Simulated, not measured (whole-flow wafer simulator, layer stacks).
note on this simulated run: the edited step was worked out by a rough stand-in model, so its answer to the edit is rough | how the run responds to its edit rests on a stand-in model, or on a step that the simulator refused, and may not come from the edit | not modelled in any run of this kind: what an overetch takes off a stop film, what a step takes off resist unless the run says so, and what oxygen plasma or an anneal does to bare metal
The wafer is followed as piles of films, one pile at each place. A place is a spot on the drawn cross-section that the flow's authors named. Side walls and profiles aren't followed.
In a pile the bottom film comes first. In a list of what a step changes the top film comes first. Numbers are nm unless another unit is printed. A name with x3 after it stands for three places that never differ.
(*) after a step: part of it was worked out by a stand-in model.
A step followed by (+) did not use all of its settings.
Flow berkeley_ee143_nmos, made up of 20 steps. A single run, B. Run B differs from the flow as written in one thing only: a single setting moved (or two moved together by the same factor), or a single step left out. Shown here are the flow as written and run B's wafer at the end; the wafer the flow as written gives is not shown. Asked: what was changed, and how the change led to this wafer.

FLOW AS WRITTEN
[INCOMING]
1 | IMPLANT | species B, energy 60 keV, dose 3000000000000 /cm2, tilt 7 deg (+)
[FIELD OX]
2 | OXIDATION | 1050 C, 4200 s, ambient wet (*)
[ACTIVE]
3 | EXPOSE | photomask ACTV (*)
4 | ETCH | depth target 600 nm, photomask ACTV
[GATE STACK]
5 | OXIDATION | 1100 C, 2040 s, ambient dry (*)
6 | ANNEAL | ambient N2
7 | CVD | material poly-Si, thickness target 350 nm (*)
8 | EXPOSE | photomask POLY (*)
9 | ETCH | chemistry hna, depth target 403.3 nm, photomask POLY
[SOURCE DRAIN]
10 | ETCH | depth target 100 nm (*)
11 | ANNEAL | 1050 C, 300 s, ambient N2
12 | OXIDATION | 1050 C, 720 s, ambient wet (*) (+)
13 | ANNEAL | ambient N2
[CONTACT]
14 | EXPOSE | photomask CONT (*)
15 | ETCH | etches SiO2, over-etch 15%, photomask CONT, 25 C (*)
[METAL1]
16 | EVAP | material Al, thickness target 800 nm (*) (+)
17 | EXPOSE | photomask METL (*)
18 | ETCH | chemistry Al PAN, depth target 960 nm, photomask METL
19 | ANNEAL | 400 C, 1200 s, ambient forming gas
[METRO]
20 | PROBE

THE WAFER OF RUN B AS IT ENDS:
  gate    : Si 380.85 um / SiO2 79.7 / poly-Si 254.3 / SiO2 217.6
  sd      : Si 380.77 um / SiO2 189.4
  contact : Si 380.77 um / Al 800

What caused this: step 2, OXIDATION: 945 C was run, though the flow has 1050 C.

The path from the change to this, step by step:
  2 | OXIDATION | 1050 C, 4200 s, ambient wet (*)
      gate, sd, contact, field: SiO2 gains 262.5 (new film), chemical SiO2 loses 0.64 (all of it), Si loses 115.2 (in the flow as written it would be: SiO2 gains 566.4 (new film), chemical SiO2 loses 0.64 (all of it), Si loses 248.9)
  4 | ETCH | depth target 600 nm, photomask ACTV
      gate, sd, contact: SiO2 loses 262.5 (all of it) (in the flow as written it would be: SiO2 loses 566.4 (all of it))
  5 | OXIDATION | 1100 C, 2040 s, ambient dry (*)
      field: SiO2 gains 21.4, Si loses 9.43 (in the flow as written it would be: SiO2 gains 11.6, Si loses 5.1)
  12 | OXIDATION | 1050 C, 720 s, ambient wet (*) (+)
      field: SiO2 gains 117, Si loses 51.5 (in the flow as written it would be: SiO2 gains 69.1, Si loses 30.4)
